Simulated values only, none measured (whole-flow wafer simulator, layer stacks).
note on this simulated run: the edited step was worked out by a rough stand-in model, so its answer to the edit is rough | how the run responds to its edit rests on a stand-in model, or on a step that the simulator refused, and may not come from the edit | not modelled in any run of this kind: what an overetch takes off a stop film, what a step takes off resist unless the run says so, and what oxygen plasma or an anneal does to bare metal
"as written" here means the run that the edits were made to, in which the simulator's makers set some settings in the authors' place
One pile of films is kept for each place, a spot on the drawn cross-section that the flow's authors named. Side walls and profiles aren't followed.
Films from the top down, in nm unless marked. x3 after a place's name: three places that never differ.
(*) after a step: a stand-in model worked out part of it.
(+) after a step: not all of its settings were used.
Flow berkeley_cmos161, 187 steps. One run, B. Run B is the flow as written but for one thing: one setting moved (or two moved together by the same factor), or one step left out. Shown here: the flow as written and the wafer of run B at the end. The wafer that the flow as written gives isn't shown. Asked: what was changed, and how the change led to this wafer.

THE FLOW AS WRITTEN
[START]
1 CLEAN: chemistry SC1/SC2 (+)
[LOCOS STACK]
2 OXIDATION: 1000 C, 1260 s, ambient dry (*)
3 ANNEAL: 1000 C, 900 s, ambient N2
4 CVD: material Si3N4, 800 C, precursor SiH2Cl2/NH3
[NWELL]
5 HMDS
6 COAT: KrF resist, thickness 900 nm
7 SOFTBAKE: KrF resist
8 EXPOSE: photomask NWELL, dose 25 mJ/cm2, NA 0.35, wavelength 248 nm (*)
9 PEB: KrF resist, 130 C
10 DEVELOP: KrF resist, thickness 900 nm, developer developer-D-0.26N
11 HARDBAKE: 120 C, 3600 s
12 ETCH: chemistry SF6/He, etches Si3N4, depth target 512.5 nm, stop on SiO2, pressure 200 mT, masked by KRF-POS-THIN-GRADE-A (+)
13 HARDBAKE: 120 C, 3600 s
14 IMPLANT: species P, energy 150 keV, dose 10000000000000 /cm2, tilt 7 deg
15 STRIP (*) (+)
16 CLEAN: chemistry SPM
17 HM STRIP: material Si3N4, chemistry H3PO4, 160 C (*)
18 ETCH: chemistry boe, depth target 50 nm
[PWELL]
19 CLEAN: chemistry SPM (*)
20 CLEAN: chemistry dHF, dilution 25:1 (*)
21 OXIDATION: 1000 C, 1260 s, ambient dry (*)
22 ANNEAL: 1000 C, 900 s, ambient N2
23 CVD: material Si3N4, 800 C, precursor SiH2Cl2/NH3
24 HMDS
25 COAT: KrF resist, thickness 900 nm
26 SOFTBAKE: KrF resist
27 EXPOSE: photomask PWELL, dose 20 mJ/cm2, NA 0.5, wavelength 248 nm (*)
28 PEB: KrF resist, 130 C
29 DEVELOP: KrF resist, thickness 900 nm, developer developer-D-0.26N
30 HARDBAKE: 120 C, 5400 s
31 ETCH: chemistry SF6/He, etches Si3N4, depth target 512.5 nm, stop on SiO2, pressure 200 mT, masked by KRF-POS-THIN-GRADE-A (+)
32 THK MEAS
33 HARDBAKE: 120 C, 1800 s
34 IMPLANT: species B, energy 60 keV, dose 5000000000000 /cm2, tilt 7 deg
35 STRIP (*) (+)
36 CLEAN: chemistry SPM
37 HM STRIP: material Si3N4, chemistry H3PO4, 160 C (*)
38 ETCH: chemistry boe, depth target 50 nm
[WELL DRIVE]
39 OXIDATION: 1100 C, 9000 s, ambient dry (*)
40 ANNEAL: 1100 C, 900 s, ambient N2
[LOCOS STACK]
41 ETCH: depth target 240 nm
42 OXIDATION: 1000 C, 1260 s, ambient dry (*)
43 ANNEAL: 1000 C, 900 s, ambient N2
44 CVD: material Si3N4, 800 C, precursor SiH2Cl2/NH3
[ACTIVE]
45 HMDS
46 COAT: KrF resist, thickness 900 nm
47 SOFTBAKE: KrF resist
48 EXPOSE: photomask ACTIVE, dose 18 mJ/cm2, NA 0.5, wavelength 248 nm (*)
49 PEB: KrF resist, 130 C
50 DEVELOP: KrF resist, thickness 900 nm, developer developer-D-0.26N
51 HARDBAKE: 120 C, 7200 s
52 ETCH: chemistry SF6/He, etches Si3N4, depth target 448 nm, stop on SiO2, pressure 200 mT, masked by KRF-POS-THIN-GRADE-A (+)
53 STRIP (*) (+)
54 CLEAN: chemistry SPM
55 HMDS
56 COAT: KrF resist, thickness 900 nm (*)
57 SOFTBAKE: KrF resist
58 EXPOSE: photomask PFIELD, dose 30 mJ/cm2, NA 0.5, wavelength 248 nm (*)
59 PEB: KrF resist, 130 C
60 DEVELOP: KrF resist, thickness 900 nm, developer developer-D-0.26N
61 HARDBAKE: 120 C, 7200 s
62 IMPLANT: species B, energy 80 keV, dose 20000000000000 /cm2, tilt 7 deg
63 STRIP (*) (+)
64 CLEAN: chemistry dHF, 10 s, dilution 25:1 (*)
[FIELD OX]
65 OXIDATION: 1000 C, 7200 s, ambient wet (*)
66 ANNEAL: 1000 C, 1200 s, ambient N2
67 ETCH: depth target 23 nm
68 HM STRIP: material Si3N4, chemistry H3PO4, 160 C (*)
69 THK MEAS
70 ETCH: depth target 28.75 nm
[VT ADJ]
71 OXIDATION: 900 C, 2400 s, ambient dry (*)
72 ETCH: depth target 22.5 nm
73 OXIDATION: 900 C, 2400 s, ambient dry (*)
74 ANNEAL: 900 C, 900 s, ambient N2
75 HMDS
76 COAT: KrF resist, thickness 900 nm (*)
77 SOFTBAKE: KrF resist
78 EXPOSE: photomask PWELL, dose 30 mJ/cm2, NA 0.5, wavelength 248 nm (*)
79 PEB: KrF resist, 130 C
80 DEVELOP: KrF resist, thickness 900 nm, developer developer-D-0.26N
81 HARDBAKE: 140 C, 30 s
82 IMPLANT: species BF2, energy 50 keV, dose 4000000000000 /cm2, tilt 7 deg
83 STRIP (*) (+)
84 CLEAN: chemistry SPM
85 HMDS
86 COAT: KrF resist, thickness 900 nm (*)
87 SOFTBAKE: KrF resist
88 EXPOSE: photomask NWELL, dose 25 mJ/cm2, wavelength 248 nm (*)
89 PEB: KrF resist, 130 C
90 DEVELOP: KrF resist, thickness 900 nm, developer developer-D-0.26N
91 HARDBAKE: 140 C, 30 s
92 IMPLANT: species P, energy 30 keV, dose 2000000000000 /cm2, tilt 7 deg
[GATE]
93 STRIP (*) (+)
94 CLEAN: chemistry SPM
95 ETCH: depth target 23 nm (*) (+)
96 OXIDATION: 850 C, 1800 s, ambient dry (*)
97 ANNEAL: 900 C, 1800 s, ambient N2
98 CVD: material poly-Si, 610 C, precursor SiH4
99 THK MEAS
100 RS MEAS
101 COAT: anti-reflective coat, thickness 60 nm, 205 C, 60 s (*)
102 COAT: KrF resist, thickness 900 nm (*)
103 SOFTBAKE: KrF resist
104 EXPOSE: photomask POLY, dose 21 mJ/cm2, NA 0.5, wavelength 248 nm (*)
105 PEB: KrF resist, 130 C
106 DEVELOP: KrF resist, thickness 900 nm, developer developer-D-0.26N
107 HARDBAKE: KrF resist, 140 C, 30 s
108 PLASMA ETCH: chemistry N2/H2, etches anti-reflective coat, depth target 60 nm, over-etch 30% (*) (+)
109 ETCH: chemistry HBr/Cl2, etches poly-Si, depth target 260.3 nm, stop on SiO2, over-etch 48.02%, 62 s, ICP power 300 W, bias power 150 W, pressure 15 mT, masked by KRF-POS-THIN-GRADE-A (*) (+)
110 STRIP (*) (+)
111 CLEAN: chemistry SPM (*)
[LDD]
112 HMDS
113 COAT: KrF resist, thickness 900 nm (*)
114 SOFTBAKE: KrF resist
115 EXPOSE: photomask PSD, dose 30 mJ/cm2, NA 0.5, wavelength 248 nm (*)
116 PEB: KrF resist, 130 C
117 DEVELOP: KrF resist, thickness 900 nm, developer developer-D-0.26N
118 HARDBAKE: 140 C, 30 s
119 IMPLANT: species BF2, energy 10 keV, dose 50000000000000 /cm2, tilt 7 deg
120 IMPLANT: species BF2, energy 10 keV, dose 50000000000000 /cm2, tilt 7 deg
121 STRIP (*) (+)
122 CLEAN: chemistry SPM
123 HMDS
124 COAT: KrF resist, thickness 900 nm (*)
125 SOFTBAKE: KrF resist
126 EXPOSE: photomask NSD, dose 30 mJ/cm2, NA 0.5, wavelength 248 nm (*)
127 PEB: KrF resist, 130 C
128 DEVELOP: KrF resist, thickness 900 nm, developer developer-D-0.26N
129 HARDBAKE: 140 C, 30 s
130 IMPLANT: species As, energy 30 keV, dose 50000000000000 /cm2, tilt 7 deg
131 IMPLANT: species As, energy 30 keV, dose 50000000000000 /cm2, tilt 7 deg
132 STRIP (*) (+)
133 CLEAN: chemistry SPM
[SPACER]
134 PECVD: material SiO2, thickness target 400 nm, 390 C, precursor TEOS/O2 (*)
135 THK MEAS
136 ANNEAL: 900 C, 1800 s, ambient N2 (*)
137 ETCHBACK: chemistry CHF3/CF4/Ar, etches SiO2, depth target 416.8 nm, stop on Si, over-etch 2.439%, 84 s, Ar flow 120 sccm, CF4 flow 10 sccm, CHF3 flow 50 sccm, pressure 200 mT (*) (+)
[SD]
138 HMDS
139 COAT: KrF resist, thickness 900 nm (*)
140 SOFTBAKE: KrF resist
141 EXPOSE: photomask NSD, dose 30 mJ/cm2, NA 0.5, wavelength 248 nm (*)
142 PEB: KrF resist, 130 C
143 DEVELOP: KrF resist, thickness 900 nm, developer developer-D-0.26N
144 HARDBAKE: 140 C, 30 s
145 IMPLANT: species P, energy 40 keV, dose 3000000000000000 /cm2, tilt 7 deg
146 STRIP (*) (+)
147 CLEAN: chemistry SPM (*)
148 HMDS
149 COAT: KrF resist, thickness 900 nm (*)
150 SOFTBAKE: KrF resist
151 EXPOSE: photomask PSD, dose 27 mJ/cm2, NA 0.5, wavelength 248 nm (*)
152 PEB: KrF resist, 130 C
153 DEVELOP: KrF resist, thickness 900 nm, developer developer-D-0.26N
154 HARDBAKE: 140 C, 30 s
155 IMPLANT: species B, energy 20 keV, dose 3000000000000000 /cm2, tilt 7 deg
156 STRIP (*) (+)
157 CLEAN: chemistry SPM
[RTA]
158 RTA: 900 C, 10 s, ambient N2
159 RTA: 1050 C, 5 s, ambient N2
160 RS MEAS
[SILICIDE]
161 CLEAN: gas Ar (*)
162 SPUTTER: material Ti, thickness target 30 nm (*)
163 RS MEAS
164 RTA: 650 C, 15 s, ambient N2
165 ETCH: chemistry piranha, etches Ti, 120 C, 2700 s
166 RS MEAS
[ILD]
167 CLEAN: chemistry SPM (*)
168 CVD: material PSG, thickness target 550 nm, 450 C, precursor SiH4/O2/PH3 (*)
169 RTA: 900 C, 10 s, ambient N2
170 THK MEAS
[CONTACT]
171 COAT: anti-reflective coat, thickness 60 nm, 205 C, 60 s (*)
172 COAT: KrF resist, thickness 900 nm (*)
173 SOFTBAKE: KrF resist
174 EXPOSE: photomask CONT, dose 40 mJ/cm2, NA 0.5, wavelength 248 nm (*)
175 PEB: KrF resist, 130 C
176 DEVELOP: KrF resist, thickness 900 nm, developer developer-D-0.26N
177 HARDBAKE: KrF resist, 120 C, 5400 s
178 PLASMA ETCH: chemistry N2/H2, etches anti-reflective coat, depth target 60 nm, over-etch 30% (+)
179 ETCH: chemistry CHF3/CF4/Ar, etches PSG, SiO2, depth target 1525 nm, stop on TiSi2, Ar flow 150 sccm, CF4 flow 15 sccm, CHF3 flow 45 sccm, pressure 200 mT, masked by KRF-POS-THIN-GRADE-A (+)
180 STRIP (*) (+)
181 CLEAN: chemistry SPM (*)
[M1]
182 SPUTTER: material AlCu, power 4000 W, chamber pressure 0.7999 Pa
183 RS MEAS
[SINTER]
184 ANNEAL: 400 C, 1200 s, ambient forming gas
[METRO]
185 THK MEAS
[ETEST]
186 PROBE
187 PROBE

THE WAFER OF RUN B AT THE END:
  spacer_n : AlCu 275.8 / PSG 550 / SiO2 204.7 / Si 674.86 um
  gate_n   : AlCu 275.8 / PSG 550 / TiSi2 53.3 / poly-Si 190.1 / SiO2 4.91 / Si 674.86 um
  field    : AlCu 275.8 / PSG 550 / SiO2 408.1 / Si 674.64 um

The cause: step 96, OXIDATION: 808 C was run, where the flow has 850 C.

How the change led to this, step by step:
  96 OXIDATION: 850 C, 1800 s, ambient dry (*)
      sd_n, spacer_n, gate_n, sd_p, spacer_p, gate_p, contact, m1: SiO2 +4.91 (new film), Si -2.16 (as written it would be: SiO2 +7.48 (new film), Si -3.29)
